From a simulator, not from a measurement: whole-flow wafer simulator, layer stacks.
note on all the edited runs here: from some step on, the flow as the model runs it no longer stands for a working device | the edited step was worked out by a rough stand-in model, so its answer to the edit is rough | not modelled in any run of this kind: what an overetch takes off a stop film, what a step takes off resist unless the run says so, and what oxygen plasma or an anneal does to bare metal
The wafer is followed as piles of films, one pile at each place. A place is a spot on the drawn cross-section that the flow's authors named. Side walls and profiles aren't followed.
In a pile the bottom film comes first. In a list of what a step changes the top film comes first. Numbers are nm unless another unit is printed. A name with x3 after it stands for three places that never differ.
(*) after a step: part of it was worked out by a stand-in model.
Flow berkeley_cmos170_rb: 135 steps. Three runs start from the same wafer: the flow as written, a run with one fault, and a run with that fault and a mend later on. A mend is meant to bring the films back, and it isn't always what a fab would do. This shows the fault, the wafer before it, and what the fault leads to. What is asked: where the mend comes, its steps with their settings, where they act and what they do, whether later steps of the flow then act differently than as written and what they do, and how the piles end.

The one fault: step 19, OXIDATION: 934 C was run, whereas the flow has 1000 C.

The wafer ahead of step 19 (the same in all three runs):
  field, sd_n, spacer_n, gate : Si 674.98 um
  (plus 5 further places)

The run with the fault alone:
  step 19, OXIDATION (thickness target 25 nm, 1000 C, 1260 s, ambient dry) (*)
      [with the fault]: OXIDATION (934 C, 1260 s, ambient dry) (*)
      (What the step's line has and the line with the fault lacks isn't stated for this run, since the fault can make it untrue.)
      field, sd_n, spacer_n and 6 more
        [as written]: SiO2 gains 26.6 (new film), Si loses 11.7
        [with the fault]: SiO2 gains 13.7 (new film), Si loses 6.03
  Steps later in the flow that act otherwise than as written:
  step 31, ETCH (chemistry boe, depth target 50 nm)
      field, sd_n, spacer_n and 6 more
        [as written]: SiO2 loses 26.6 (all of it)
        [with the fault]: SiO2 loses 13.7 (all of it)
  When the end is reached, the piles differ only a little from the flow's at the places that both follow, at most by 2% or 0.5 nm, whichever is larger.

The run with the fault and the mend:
  After step 20 comes the mend.
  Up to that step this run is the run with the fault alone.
  step 20a, OXIDATION (1000 C, 760 s, ambient dry) (*) (a further turn of the flow's step 19, with different settings)
      field, sd_n, spacer_n and 6 more
        SiO2 gains 12.9, Si loses 5.66
  None of the later steps of the flow acts differently than as written at any place that is followed.
  By the end, the piles equal the flow's at every place that both follow.
